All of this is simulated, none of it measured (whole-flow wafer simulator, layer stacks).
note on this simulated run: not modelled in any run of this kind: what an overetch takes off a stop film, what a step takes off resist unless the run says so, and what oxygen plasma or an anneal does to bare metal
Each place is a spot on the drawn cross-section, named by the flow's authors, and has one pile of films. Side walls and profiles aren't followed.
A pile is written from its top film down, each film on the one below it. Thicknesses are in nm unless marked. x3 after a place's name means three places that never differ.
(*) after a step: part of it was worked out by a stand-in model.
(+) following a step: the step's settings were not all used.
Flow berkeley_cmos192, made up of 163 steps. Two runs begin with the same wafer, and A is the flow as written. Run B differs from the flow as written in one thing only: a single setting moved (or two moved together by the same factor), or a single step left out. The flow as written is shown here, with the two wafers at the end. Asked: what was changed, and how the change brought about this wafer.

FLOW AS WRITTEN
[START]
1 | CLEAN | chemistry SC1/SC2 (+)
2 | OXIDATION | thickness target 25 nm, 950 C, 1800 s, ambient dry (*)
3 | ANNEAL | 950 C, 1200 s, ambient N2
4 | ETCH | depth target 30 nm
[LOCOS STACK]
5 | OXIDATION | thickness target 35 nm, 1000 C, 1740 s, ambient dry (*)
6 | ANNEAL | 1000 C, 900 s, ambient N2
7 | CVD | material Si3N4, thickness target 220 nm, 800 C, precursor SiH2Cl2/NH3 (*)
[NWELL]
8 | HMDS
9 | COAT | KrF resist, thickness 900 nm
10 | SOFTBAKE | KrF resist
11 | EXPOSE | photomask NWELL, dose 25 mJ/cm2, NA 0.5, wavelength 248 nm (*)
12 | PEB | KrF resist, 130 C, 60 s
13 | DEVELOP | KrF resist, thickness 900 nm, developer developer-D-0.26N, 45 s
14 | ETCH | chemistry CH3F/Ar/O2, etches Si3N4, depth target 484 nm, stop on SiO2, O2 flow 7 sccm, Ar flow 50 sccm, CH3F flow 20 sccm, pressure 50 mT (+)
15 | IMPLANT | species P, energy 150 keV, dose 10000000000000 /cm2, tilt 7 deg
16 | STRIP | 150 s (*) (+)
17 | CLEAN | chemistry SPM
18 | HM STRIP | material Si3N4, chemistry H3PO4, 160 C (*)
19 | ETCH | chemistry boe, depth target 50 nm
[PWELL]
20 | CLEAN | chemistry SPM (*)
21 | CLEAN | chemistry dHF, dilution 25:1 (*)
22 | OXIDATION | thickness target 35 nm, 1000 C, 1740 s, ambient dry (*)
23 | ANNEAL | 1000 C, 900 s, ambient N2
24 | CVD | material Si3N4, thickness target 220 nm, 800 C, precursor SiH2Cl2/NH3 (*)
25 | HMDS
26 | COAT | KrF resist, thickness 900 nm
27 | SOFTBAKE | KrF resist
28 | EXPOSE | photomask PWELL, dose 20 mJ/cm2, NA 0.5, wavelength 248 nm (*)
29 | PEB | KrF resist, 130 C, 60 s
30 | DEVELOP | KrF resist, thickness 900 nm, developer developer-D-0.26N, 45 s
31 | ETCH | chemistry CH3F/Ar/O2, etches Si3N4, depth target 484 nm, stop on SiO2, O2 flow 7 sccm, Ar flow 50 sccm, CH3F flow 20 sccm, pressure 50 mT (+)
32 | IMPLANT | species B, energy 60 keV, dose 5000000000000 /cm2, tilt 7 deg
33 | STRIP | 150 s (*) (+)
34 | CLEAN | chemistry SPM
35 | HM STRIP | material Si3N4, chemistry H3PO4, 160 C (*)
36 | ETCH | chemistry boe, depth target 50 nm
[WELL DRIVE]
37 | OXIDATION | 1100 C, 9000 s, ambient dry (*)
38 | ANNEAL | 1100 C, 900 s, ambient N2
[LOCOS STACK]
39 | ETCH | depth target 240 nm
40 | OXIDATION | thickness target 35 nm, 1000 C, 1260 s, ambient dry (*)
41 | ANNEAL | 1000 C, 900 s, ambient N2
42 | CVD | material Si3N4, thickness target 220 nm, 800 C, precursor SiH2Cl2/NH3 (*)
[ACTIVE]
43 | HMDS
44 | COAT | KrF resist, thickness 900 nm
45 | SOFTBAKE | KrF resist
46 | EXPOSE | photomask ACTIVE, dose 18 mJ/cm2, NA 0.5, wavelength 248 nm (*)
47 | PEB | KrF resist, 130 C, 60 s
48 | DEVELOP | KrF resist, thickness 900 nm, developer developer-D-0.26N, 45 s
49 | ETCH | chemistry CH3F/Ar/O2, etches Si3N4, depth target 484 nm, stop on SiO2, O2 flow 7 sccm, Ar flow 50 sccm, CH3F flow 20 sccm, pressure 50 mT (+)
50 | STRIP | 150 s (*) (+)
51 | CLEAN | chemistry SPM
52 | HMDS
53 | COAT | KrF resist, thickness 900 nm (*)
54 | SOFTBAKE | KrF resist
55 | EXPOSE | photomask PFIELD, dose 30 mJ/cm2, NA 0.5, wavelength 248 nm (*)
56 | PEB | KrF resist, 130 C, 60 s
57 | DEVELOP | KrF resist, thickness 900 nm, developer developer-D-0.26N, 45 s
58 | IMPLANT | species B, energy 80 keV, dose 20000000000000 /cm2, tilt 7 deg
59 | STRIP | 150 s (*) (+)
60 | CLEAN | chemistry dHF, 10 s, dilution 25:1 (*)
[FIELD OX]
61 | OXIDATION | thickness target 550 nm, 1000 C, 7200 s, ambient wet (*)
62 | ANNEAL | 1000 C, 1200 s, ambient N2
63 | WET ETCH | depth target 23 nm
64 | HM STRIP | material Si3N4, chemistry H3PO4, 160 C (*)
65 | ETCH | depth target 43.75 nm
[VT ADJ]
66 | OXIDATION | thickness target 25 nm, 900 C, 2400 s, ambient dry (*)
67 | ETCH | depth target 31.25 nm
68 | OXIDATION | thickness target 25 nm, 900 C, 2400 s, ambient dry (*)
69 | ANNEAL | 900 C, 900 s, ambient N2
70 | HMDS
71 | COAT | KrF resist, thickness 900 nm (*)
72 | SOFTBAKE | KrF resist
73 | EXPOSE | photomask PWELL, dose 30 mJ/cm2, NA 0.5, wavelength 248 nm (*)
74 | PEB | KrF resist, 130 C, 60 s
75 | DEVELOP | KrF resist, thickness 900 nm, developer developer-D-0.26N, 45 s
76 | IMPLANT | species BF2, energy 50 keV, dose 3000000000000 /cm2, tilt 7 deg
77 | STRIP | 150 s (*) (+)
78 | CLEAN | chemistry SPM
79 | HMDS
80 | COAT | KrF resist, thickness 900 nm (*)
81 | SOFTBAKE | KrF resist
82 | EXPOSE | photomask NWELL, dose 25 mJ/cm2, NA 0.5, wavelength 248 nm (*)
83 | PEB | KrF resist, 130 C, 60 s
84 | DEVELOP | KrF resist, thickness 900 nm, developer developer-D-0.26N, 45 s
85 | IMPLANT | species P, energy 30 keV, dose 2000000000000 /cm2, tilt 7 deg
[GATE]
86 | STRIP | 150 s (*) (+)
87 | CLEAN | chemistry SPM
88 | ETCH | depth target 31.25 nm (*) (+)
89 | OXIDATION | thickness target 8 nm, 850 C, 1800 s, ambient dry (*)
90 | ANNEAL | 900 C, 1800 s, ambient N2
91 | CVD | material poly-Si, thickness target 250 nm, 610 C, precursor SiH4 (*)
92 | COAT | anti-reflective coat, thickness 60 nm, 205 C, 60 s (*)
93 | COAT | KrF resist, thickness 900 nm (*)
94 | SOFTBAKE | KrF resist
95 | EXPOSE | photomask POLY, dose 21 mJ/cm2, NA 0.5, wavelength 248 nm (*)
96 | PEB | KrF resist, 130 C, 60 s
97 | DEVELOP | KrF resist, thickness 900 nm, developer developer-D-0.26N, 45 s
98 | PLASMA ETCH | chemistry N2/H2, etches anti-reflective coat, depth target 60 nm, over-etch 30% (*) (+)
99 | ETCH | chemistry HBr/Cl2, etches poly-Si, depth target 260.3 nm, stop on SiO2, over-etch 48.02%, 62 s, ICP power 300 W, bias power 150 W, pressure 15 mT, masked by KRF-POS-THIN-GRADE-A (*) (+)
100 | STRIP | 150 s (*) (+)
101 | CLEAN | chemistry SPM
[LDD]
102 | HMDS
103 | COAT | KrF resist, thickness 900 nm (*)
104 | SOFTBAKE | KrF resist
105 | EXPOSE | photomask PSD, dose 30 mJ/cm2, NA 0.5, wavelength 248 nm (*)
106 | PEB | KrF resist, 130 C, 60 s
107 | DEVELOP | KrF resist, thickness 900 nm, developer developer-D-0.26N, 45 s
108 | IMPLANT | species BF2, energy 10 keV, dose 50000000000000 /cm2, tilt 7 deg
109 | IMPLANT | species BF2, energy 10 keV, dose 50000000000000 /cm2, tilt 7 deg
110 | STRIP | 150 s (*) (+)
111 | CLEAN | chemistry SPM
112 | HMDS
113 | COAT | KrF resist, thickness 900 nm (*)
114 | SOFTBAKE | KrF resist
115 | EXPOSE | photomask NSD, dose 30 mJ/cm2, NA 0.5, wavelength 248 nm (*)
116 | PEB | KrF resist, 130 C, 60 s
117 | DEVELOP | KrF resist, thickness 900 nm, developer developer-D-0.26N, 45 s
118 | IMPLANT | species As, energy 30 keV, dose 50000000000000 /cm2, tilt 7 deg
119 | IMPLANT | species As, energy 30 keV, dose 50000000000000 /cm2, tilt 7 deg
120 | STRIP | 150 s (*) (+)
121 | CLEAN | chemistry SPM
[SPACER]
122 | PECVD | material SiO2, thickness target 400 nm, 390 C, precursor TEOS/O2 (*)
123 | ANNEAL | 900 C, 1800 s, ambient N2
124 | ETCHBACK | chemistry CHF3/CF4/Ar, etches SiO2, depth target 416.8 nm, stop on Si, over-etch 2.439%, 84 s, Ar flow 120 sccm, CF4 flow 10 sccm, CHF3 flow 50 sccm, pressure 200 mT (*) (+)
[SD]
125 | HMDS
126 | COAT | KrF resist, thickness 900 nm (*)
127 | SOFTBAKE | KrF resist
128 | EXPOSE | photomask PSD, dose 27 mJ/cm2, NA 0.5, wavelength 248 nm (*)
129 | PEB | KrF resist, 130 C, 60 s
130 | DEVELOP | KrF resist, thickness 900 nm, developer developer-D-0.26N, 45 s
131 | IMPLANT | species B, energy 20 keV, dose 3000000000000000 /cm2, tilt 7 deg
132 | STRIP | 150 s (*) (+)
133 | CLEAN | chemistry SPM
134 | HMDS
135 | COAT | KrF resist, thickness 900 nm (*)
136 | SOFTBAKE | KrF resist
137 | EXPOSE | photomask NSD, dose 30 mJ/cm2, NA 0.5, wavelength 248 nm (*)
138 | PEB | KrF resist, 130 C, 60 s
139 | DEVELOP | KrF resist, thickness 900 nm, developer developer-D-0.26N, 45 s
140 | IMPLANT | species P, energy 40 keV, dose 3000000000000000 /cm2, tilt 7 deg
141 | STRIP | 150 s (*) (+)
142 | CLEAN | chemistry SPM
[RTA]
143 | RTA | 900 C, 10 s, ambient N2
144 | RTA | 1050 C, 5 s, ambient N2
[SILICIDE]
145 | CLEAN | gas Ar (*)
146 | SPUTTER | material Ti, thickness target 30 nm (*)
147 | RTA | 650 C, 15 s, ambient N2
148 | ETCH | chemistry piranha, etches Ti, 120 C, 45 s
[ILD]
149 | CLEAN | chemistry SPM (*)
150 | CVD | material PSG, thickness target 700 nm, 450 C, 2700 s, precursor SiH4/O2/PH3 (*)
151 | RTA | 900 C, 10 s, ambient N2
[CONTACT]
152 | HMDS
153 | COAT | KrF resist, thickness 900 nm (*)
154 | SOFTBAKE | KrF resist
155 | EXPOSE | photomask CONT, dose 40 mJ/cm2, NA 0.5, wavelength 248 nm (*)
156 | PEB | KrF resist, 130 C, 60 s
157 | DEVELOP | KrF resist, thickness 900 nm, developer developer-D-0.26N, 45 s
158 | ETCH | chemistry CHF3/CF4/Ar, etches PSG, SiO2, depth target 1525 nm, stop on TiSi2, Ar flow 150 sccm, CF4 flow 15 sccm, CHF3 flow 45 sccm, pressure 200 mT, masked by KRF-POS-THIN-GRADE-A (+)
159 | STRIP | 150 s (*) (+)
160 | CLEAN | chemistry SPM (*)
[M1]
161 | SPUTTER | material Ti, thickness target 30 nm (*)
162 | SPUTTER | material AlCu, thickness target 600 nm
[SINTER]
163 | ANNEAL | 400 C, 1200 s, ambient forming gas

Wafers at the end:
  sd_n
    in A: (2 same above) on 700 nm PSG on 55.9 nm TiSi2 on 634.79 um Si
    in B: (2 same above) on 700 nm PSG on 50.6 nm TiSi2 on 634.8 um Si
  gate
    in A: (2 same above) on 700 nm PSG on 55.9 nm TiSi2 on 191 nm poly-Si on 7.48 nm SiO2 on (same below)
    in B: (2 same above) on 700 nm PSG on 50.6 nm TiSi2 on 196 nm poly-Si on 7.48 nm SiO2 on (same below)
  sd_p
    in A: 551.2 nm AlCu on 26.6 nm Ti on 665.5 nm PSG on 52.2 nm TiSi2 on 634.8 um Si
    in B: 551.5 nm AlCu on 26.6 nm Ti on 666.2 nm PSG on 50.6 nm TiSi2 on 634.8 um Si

What caused this: step 147, RTA: 6 s was run, though the flow has 15 s.

The path from the change to this, step by step:
  147 | RTA | 650 C, 15 s, ambient N2
      sd_n, contact, m1: A Ti loses 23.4, TiSi first gains 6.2 (new film), TiSi2 C49 gains 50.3 (new film), Si loses 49 | B Ti loses 21.2, TiSi first gains 22.1 (new film), TiSi2 C49 gains 21.1 (new film), Si loses 33.5
      gate, gate_p: A Ti loses 23.4, TiSi first gains 6.2 (new film), TiSi2 C49 gains 50.3 (new film), poly-Si loses 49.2 | B Ti loses 21.2, TiSi first gains 22.1 (new film), TiSi2 C49 gains 21.1 (new film), poly-Si loses 33.6
      (and at 1 other place as well)
  148 | ETCH | chemistry piranha, etches Ti, 120 C, 45 s
      sd_n, gate, gate_p, contact, m1: A Ti loses 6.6 (all of it), TiSi first loses 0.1 | B Ti loses 8.81 (all of it), TiSi first loses 0.1
      sd_p: A Ti loses 6.17 (all of it), TiSi first loses 0.1 | B Ti loses 6.83 (all of it), TiSi first loses 0.1
  151 | RTA | 900 C, 10 s, ambient N2
      sd_n, contact, m1: A under 1 film: TiSi2 gains 55.9 (new film), TiSi first loses 6.09 (all of it), TiSi2 C49 loses 50.3 (all of it), Si loses 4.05 | B under 1 film: TiSi2 gains 50.6 (new film), TiSi first loses 22 (all of it), TiSi2 C49 loses 21.1 (all of it), Si loses 14.6
      gate, gate_p: A under 1 film: TiSi2 gains 55.9 (new film), TiSi first loses 6.09 (all of it), TiSi2 C49 loses 50.3 (all of it), poly-Si loses 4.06 | B under 1 film: TiSi2 gains 50.6 (new film), TiSi first loses 22 (all of it), TiSi2 C49 loses 21.1 (all of it), poly-Si loses 14.6
      (and at 1 other place as well)
